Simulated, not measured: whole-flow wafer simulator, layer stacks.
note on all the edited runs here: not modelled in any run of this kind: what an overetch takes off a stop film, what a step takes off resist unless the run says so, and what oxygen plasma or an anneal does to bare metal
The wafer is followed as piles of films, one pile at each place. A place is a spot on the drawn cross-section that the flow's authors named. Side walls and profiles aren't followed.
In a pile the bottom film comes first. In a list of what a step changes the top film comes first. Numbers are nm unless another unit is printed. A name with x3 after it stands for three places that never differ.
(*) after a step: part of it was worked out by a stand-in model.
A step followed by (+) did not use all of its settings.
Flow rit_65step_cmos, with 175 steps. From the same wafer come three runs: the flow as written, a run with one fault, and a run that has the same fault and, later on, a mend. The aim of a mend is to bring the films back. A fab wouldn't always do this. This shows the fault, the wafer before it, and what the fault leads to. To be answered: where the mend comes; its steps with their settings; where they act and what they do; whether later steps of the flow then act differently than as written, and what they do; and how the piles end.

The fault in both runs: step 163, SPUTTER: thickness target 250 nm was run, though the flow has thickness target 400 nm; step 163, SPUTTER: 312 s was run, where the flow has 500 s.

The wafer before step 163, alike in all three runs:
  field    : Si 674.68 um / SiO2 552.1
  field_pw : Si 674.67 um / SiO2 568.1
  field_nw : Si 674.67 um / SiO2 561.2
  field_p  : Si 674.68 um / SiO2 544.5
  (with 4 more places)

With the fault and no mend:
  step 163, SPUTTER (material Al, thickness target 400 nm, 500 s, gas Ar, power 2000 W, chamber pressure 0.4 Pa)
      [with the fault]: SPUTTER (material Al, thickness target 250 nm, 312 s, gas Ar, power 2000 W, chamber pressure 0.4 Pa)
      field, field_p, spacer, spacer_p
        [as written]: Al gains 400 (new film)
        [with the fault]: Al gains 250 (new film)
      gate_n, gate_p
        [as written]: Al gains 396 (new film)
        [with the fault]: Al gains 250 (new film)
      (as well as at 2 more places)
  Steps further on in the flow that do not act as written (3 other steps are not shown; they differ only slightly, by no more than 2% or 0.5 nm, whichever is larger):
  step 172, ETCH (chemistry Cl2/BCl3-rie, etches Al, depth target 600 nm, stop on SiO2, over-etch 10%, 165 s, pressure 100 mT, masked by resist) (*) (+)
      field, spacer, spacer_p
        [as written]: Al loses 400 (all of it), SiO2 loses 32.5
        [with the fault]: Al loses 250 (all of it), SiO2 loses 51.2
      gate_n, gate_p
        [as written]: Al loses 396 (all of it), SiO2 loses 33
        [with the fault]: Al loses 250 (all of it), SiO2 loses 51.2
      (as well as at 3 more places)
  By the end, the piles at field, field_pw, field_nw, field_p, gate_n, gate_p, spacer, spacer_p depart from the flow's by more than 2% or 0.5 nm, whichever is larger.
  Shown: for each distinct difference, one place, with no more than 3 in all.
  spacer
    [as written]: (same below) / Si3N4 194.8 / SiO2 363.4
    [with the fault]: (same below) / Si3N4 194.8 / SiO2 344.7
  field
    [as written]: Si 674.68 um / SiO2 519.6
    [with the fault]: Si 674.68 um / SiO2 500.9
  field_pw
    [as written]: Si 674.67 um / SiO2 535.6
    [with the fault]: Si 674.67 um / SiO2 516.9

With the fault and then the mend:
  The mend stands after step 164.
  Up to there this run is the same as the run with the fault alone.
  step 164a, ETCH (chemistry al pan, depth target 288.3 nm)
      field, field_p, gate_n, gate_p, spacer, spacer_p
        Al loses 250 (all of it)
      field_pw, field_nw
        Al loses 249.8 (all of it)
  step 164b, SPUTTER (material Al, thickness target 400 nm, 500 s, gas Ar, power 2000 W, chamber pressure 0.4 Pa) (the flow's step 163 again)
      field, field_pw, field_p, spacer, spacer_p
        Al gains 400 (new film)
      gate_n, gate_p
        Al gains 396 (new film)
      field_nw
        Al gains 397.2 (new film)
  Later steps of the flow that are run all act as written at every place that is followed.
  The piles end the same as the flow's at every place that both follow.
